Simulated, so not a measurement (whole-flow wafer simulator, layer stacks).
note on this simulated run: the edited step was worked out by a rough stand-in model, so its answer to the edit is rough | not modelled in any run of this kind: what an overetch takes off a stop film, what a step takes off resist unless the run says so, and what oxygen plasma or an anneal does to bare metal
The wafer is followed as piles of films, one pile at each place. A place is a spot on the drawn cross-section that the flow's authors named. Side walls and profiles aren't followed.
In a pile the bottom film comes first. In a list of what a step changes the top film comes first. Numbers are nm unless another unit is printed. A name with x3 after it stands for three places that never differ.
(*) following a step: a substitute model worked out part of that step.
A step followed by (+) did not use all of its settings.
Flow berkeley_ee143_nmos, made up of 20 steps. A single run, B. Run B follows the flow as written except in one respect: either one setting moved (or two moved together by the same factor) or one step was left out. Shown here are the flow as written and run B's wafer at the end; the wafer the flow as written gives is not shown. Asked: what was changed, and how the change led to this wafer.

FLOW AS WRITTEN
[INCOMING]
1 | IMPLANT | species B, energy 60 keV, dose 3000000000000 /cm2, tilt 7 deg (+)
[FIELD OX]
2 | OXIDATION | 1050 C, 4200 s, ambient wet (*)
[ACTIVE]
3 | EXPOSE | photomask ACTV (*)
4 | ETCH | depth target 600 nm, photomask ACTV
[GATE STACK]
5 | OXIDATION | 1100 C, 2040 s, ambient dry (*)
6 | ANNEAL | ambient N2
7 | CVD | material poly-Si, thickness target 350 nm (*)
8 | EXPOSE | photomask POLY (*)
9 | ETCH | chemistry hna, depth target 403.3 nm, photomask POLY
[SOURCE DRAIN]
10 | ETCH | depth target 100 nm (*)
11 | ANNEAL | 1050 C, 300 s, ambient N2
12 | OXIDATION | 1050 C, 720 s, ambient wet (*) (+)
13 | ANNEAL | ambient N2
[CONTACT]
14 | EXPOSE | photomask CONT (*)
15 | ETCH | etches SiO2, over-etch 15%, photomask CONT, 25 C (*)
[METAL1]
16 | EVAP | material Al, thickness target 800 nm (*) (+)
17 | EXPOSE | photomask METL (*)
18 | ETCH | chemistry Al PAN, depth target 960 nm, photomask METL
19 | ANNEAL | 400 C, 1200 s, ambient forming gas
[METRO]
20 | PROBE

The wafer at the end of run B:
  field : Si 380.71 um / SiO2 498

The reason: step 10, ETCH: depth target 155 nm was run, while the flow as written has depth target 100 nm.

How this came from the change, step by step:
  10 | ETCH | depth target 100 nm (*)
      field: SiO2 loses 155 (it would be, as written: SiO2 loses 100)
  12 | OXIDATION | 1050 C, 720 s, ambient wet (*) (+)
      field: SiO2 gains 75, Si loses 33 (it would be, as written: SiO2 gains 69.1, Si loses 30.4)
